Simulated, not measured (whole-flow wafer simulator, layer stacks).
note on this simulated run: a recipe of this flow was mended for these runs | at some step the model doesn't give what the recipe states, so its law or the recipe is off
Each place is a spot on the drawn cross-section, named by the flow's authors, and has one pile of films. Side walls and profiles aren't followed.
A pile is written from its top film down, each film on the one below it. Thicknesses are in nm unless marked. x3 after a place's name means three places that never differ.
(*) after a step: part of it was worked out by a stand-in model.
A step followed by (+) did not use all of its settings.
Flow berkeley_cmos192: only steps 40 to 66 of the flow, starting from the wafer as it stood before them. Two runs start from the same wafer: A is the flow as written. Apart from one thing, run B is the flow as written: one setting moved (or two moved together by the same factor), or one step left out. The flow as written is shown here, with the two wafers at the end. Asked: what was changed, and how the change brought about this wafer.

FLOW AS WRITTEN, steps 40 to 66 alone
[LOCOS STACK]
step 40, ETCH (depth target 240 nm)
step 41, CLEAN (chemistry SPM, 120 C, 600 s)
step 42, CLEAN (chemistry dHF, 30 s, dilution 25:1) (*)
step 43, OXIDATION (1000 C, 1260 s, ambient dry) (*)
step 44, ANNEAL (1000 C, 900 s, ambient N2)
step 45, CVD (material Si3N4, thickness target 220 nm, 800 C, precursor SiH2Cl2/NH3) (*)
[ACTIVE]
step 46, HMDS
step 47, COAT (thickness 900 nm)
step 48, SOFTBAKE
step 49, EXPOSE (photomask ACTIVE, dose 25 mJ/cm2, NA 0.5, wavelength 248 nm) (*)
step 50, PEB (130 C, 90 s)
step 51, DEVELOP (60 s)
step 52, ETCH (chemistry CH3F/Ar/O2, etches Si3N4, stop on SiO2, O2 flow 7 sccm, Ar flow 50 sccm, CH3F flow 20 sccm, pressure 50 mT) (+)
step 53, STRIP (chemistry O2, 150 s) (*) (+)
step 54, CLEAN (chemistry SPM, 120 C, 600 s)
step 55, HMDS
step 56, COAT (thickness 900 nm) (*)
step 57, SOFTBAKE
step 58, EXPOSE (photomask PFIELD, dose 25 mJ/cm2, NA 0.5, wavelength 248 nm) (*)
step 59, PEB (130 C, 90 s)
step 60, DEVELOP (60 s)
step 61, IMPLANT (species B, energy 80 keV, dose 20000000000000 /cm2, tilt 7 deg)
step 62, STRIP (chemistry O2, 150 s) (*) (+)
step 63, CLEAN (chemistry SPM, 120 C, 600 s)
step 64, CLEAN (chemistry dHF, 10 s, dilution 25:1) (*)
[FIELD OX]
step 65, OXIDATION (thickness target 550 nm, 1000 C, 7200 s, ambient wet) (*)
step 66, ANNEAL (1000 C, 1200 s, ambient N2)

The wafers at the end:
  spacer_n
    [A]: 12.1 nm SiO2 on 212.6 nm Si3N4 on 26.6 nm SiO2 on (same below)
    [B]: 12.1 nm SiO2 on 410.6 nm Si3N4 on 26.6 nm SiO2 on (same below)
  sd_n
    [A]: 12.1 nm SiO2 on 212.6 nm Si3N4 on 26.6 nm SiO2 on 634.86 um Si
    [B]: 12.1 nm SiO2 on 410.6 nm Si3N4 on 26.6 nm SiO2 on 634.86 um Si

What caused this: step 45, CVD: thickness target 418 nm was run, while the flow as written has thickness target 220 nm.

The path from the change to this, step by step:
  step 45, CVD (material Si3N4, thickness target 220 nm, 800 C, precursor SiH2Cl2/NH3) (*)
      field, sd_n, spacer_n and 6 more: A Si3N4 gains 220 (new film) | B Si3N4 gains 418 (new film)
  step 52, ETCH (chemistry CH3F/Ar/O2, etches Si3N4, stop on SiO2, O2 flow 7 sccm, Ar flow 50 sccm, CH3F flow 20 sccm, pressure 50 mT) (+)
      sd_n, spacer_n, gate, sd_p, spacer_p, gate_p, contact, m1: A KrF-resist loses 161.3 | B KrF-resist loses 293.3
      field: A Si3N4 loses 220 (all of it), SiO2 loses 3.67 | B Si3N4 loses 418 (all of it), SiO2 loses 3.67
  step 53, STRIP (chemistry O2, 150 s) (*) (+)
      sd_n, spacer_n, gate, sd_p, spacer_p, gate_p, contact, m1: A KrF-resist loses 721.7 (all of it) | B KrF-resist loses 589.7 (all of it)
  step 56, COAT (thickness 900 nm) (*)
      field: A KrF-resist gains 961.2 (new film) | B KrF-resist gains 1018.2 (new film)
      sd_n: A KrF-resist gains 785.2 (new film) | B KrF-resist gains 685.7 (new film)
      (also at 7 further places)
  step 60, DEVELOP (60 s)
      field: A KrF-resist loses 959 (all of it) | B KrF-resist loses 1015.8 (all of it)
  step 62, STRIP (chemistry O2, 150 s) (*) (+)
      sd_n: A KrF-resist loses 768.5 (all of it) | B KrF-resist loses 669.4 (all of it)
      spacer_n: A KrF-resist loses 801.2 (all of it) | B KrF-resist loses 734.7 (all of it)
      (also at 6 further places)
  step 65, OXIDATION (thickness target 550 nm, 1000 C, 7200 s, ambient wet) (*)
      sd_n, sd_p: A SiO2 gains 12.1 (new film), Si3N4 loses 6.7, SiO2 gains 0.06, Si loses 0.06 | B SiO2 gains 12.1 (new film), Si3N4 loses 6.7
      gate: A SiO2 gains 12.1 (new film), Si3N4 loses 6.7, SiO2 gains 0.05, Si loses 0.05 | B SiO2 gains 12.1 (new film), Si3N4 loses 6.7
